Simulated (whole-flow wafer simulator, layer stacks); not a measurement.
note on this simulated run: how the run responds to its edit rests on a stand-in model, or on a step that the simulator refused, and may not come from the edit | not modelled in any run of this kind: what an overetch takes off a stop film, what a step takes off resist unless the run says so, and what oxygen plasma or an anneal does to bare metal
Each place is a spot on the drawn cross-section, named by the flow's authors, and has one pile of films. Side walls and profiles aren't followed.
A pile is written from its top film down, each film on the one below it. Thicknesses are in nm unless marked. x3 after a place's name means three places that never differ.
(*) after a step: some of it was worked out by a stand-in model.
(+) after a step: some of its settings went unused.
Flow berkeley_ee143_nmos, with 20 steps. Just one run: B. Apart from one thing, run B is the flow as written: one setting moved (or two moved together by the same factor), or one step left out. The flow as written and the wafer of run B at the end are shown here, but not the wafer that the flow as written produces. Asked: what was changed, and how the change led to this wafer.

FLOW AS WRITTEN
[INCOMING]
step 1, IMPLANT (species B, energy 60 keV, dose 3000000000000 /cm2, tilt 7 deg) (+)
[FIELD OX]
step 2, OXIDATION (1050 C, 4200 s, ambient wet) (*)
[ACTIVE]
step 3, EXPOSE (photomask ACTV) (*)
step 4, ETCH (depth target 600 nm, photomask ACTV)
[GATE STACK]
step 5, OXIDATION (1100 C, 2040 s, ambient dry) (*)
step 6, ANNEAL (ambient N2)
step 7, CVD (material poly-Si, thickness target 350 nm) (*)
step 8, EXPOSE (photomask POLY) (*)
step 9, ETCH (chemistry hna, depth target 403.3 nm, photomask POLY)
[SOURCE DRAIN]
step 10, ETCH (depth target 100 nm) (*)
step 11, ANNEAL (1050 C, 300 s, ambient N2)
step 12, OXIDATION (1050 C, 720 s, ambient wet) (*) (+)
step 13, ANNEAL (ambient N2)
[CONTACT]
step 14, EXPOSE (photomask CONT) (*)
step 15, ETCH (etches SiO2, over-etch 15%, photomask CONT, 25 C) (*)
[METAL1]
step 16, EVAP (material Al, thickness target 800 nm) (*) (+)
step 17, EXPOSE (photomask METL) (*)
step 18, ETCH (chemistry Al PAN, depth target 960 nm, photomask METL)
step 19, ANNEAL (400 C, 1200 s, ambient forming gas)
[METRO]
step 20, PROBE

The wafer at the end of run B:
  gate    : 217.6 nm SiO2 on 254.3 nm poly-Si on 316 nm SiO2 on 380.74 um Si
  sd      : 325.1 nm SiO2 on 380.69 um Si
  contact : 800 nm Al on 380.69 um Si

What caused this: step 4, ETCH: depth target 270 nm was run, while the flow as written has depth target 600 nm.

How this came from the change, step by step:
  step 4, ETCH (depth target 600 nm, photomask ACTV)
      gate, sd, contact: -270 SiO2 (as written it would have been: -566.4 SiO2 (all of it))
  step 5, OXIDATION (1100 C, 2040 s, ambient dry) (*)
      gate, sd, contact: +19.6 SiO2, -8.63 Si (as written it would have been: +79.7 SiO2 (new film), -35.1 Si)
  step 10, ETCH (depth target 100 nm) (*)
      sd, contact: -100 SiO2 (as written it would have been: -79.7 SiO2 (all of it))
  step 12, OXIDATION (1050 C, 720 s, ambient wet) (*) (+)
      sd, contact: +109.1 SiO2, -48 Si (as written it would have been: +189.4 SiO2 (new film), -83.4 Si)
  step 15, ETCH (etches SiO2, over-etch 15%, photomask CONT, 25 C) (*)
      contact: -325.1 SiO2 (all of it) (as written it would have been: -189.4 SiO2 (all of it))
